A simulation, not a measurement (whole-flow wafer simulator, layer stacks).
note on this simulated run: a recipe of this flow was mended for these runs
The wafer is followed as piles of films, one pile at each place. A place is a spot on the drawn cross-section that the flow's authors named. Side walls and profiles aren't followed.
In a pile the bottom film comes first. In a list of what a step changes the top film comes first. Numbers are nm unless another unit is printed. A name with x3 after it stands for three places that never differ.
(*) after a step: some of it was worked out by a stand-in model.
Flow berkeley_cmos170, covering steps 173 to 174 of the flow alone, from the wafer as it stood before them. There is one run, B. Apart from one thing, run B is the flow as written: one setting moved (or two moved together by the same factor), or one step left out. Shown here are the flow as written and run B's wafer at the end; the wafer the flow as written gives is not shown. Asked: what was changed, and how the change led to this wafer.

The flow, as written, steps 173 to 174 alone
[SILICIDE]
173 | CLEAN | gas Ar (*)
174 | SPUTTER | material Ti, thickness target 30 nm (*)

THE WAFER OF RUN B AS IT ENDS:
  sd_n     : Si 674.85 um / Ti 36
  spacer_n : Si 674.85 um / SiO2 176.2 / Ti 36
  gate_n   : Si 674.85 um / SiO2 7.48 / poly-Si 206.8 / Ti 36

What caused this: step 174, SPUTTER: thickness target 36 nm was run, while the flow as written has thickness target 30 nm.
One can read it off the wafer: sd_n has Ti 36, and step 174 as written asks for 30 nm.

The path from the change to this, step by step:
  174 | SPUTTER | material Ti, thickness target 30 nm (*)
      field, mark, sd_n and 10 more: +36 Ti (new film) (it would be, as written: +30 Ti (new film))
